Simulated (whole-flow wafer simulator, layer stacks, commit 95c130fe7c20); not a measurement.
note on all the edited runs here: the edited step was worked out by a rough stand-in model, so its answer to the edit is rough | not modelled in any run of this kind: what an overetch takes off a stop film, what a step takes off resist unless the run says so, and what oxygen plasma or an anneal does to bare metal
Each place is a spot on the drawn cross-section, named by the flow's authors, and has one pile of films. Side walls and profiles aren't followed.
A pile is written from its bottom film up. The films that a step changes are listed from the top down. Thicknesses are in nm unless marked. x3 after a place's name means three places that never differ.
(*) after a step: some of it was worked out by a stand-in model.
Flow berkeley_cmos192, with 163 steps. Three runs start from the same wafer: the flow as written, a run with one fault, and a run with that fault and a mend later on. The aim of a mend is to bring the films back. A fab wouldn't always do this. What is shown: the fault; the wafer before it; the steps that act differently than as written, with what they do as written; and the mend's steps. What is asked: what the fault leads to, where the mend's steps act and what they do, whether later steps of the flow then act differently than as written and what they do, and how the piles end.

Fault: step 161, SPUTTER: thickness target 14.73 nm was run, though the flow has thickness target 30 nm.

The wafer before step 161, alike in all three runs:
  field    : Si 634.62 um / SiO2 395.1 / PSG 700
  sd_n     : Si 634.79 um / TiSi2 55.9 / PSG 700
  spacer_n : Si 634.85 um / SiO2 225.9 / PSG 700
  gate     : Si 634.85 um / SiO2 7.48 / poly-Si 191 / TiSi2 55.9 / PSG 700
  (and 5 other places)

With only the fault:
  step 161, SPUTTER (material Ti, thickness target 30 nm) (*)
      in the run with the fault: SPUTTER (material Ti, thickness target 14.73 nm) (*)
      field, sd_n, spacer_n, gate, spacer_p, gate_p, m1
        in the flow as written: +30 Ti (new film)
        in the run with the fault: +14.7 Ti (new film)
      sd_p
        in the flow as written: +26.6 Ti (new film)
        in the run with the fault: +13.1 Ti (new film)
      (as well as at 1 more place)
  Later steps of the flow that are run all act as written at every place that is followed, up to a difference of at most 2% or 0.5 nm, whichever is larger.
  The piles end different from the flow's at field, sd_n, spacer_n and 6 more by more than 2% or 0.5 nm, whichever is larger.
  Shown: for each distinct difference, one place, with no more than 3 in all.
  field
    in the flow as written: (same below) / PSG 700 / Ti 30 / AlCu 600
    in the run with the fault: (same below) / PSG 700 / Ti 14.7 / AlCu 600
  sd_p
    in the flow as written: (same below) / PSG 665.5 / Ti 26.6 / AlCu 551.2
    in the run with the fault: (same below) / PSG 665.5 / Ti 13.1 / AlCu 552
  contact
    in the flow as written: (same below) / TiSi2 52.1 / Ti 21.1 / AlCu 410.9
    in the run with the fault: (same below) / TiSi2 52.1 / Ti 10.4 / AlCu 413.3

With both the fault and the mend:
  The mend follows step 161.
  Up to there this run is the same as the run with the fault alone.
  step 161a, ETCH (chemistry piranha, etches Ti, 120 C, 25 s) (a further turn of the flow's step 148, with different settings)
      field, sd_n, spacer_n, gate, spacer_p, gate_p, m1
        -14.7 Ti (all of it)
      sd_p
        -13.1 Ti (all of it)
      contact
        -10.4 Ti (all of it), -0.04 TiSi2
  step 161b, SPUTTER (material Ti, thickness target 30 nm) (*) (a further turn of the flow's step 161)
      field, sd_n, spacer_n, gate, spacer_p, gate_p, m1
        +30 Ti (new film)
      sd_p
        +26.6 Ti (new film)
      contact
        +21.1 Ti (new film)
  Later steps of the flow that are run all act as written at every place that is followed.
  At the end the piles are close to the flow's at the places that both follow, differing by at most 2% or 0.5 nm, whichever is larger.
